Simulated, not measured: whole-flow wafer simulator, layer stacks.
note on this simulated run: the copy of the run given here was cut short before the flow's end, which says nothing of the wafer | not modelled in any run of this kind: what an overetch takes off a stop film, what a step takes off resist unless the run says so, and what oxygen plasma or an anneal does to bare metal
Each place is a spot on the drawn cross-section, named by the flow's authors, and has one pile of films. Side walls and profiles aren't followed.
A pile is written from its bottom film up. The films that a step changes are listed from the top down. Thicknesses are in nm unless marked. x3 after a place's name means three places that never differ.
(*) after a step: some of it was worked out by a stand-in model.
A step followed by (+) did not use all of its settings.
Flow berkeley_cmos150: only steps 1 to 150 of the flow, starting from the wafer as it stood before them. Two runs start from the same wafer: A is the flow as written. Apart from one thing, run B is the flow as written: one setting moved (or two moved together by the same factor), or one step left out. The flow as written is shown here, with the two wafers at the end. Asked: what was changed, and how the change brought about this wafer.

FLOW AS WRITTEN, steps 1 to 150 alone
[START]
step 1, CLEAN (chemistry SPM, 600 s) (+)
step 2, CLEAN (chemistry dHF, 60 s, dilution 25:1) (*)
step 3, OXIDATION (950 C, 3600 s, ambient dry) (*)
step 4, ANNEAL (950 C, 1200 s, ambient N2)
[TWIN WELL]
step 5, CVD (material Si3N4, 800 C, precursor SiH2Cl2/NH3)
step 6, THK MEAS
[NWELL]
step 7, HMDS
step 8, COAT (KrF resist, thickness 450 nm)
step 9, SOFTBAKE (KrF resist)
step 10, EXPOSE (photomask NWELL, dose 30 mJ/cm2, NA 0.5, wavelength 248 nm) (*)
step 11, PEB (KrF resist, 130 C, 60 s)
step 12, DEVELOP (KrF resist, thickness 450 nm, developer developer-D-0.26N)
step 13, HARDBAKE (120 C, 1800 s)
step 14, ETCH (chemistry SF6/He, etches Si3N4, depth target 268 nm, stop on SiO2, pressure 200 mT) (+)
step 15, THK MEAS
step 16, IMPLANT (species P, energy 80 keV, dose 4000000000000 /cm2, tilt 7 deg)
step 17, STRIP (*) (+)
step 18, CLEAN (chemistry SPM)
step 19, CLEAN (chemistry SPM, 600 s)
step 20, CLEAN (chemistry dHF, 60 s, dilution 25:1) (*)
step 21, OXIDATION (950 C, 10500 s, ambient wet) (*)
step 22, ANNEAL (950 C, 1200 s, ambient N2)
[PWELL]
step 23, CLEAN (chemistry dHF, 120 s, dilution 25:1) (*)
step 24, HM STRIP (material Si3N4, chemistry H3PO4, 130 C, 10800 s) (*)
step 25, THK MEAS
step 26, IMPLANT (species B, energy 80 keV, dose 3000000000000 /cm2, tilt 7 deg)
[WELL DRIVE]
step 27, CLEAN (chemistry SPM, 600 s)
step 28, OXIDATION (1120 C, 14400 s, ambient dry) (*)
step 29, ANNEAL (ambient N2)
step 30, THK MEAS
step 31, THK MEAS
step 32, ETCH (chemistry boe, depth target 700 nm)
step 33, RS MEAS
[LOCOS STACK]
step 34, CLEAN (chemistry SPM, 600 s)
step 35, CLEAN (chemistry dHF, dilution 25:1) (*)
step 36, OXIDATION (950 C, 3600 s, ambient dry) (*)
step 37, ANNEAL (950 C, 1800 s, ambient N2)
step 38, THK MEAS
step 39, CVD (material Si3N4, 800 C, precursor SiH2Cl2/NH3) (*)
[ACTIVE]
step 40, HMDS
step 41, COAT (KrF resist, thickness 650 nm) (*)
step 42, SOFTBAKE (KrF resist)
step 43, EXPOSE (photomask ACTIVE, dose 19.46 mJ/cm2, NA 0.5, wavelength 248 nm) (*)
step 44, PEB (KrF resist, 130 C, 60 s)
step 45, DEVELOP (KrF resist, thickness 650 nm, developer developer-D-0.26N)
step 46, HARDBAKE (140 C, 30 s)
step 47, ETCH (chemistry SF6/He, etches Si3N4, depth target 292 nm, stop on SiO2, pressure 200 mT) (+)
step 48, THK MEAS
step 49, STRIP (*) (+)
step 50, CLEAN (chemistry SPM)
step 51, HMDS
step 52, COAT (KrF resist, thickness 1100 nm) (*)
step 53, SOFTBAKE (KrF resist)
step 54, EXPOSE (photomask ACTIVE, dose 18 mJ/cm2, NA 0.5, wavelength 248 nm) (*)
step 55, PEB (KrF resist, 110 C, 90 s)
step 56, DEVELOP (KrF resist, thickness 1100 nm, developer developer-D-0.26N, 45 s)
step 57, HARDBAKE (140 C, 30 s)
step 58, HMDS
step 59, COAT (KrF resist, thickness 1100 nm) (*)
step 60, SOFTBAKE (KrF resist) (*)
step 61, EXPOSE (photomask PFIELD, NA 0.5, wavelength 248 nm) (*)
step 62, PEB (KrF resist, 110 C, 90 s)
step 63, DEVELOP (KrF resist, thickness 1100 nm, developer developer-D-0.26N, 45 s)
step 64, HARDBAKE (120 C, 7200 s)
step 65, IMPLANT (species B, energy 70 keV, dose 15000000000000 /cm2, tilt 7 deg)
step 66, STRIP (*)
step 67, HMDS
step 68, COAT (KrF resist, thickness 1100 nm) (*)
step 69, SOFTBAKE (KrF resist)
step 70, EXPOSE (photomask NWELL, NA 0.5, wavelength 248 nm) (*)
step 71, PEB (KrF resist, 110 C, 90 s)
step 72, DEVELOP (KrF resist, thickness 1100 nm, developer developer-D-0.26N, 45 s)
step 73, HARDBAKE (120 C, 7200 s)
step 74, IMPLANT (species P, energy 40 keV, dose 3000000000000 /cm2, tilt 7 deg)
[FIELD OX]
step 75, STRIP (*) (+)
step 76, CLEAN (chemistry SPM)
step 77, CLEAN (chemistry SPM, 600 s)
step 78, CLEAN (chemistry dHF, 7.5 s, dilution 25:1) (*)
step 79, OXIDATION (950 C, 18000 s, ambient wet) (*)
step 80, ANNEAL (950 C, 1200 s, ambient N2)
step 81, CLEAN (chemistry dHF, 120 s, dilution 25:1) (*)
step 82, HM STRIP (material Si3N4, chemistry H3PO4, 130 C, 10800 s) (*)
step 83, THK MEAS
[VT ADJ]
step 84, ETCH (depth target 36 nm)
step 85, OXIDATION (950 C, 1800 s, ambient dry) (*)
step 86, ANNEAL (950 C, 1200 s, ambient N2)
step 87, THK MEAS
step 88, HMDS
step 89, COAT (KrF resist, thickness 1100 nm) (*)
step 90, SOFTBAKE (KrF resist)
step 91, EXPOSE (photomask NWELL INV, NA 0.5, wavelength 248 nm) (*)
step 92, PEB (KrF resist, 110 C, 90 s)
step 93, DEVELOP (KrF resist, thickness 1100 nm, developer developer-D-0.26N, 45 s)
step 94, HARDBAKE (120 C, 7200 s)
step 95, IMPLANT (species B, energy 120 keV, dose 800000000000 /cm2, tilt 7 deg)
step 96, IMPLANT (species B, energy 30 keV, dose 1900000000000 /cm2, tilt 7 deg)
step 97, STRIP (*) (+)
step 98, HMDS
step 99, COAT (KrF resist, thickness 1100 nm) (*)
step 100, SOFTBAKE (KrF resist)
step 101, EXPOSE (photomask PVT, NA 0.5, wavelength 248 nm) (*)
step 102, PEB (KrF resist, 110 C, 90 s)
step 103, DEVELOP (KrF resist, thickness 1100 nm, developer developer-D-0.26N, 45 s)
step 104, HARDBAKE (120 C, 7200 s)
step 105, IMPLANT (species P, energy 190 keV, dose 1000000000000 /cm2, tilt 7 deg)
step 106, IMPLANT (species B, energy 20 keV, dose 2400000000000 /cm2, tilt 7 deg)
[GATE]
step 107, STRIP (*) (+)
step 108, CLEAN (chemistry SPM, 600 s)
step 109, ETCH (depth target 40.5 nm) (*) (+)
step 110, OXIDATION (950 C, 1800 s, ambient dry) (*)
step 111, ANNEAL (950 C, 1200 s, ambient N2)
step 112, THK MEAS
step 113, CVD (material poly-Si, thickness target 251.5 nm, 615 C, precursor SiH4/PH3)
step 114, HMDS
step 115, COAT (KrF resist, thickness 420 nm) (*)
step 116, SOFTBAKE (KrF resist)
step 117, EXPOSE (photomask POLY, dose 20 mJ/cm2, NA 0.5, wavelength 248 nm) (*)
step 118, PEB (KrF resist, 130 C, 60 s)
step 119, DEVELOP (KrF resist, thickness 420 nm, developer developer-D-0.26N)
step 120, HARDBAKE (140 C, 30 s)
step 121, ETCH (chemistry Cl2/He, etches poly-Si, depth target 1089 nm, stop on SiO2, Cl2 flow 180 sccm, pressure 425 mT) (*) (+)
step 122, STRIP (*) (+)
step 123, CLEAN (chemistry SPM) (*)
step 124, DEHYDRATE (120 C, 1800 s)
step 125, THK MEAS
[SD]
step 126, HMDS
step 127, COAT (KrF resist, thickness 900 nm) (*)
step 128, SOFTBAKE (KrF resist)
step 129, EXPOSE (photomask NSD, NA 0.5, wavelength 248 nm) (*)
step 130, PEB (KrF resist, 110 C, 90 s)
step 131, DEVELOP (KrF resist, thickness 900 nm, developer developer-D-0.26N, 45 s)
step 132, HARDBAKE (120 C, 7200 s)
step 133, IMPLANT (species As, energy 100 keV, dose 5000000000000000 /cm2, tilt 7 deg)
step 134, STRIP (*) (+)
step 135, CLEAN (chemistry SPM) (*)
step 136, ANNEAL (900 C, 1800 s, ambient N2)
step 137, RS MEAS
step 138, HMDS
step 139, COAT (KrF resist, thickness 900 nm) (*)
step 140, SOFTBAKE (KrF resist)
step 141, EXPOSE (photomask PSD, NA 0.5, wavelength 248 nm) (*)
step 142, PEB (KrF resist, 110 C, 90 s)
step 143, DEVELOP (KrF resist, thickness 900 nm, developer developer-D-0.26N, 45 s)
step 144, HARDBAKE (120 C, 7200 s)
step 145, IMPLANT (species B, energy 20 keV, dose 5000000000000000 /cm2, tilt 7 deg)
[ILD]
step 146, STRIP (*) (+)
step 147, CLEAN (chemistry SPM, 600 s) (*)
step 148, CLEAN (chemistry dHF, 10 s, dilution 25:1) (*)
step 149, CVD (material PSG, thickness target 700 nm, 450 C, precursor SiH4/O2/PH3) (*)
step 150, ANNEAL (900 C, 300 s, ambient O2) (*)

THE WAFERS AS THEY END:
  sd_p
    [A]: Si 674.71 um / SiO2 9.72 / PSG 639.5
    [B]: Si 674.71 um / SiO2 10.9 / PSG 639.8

Cause: step 145, IMPLANT: dose 2000000000000000 /cm2 was run, while the flow as written has dose 5000000000000000 /cm2.

How this came from the change, step by step:
  step 148, CLEAN (chemistry dHF, 10 s, dilution 25:1) (*)
      sd_p: A SiO2 loses 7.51 | B SiO2 loses 6.35
